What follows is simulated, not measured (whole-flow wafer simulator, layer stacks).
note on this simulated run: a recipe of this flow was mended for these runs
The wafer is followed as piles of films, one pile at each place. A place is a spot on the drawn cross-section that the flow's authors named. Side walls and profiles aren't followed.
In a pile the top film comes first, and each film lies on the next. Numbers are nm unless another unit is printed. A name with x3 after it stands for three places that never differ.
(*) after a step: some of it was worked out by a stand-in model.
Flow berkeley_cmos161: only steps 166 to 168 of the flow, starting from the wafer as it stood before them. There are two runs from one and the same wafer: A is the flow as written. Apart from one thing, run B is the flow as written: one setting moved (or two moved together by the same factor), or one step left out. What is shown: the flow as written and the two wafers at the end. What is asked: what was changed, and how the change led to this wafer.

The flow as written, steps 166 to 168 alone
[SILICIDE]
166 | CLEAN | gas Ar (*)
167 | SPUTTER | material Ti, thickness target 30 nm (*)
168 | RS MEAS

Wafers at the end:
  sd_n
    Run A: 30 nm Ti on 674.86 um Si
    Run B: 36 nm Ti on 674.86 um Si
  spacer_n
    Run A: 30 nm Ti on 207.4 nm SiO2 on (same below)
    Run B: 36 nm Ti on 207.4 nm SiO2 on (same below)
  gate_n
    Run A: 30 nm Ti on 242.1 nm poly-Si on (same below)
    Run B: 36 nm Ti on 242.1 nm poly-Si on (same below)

What caused this: step 167, SPUTTER: thickness target 36 nm was run, while the flow as written has thickness target 30 nm.
The wafer lets one read it off: sd_n has Ti 36, and step 167 as written asks for 30 nm.

Step by step, how the change led to this:
  167 | SPUTTER | material Ti, thickness target 30 nm (*)
      field, sd_n, spacer_n, gate_n, sd_p, spacer_p, gate_p, contact x2: A Ti gains 30 (new film) | B Ti gains 36 (new film)
